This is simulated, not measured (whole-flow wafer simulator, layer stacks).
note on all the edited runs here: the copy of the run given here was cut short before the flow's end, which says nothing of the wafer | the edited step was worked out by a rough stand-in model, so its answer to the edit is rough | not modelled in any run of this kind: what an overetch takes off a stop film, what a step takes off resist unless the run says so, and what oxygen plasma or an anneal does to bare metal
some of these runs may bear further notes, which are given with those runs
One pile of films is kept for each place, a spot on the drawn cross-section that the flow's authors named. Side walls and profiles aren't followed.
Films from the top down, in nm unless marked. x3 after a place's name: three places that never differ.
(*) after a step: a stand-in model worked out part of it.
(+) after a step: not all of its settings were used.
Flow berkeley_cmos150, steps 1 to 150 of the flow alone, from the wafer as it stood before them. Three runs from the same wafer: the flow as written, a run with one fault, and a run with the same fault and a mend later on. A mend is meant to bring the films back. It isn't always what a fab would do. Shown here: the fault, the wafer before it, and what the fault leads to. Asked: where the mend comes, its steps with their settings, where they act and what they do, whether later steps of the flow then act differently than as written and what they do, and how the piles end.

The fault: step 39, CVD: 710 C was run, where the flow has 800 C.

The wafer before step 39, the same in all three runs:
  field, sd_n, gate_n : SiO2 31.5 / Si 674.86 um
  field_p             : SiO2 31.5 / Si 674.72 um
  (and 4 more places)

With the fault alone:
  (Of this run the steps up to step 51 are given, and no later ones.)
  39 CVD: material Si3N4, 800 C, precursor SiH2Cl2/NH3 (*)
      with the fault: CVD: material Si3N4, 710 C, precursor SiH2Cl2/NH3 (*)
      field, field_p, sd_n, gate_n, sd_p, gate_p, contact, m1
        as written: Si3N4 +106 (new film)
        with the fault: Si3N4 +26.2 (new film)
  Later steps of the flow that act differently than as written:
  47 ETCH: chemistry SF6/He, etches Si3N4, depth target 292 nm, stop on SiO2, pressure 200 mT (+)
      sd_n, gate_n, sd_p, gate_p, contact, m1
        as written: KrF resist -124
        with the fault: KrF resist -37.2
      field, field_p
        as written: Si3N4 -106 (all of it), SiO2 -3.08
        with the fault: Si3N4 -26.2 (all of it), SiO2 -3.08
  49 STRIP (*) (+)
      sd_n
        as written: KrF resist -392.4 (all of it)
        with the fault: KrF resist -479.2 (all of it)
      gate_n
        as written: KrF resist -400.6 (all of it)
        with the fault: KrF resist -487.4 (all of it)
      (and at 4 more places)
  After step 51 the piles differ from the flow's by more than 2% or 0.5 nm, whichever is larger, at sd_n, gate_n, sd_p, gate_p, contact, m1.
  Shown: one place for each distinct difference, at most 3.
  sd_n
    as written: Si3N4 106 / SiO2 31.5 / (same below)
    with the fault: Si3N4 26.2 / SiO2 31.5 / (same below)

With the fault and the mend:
  The mend comes after step 46.
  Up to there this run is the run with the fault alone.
  46a STRIP (*) (+)
      sd_n
        KrF resist -516.3 (all of it)
      gate_n
        KrF resist -524.6 (all of it)
      sd_p
        KrF resist -566.8 (all of it)
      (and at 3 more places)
  46b CLEAN: chemistry SPM
      changes no film at any place that is followed
  46c CVD: material Si3N4, 800 C, precursor SiH2Cl2/NH3 (*) (the flow's step 39 once more, with other settings that aren't printed)
      field, field_p, sd_n, gate_n, sd_p, gate_p, contact, m1
        Si3N4 +79.8
  46d HMDS (the flow's step 40 once more)
      changes no film at any place that is followed
  46e COAT: KrF resist, thickness 650 nm (*) (the flow's step 41 once more)
      field
        KrF resist +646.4 (new film)
      field_p
        KrF resist +715.2 (new film)
      sd_n
        KrF resist +633.7 (new film)
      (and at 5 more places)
  46f SOFTBAKE: KrF resist (the flow's step 42 once more)
      changes no film at any place that is followed
  46g EXPOSE: photomask ACTIVE, dose 19.46 mJ/cm2, NA 0.5, wavelength 248 nm (*) (the flow's step 43 once more)
      changes no film at any place that is followed
  46h PEB: KrF resist, 130 C, 60 s (the flow's step 44 once more)
      gate_n, contact, m1
        KrF resist -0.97
      field
        KrF resist -0.98
      field_p
        KrF resist -1.1
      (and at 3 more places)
  46i DEVELOP: KrF resist, thickness 650 nm, developer developer-D-0.26N (the flow's step 45 once more)
      sd_n, gate_n, sd_p, gate_p, contact, m1
        KrF resist -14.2
      field
        KrF resist -645.4 (all of it)
      field_p
        KrF resist -714.1 (all of it)
  46j HARDBAKE: 140 C, 30 s (the flow's step 46 once more)
      sd_n
        KrF resist -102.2
      gate_n
        KrF resist -103.8
      sd_p
        KrF resist -112.2
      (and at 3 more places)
  No later step of the flow acts differently than as written, at any place that is followed, by more than 2% or 0.5 nm, whichever is larger.
  At the end the piles are the same as the flow's at every place that both follow.
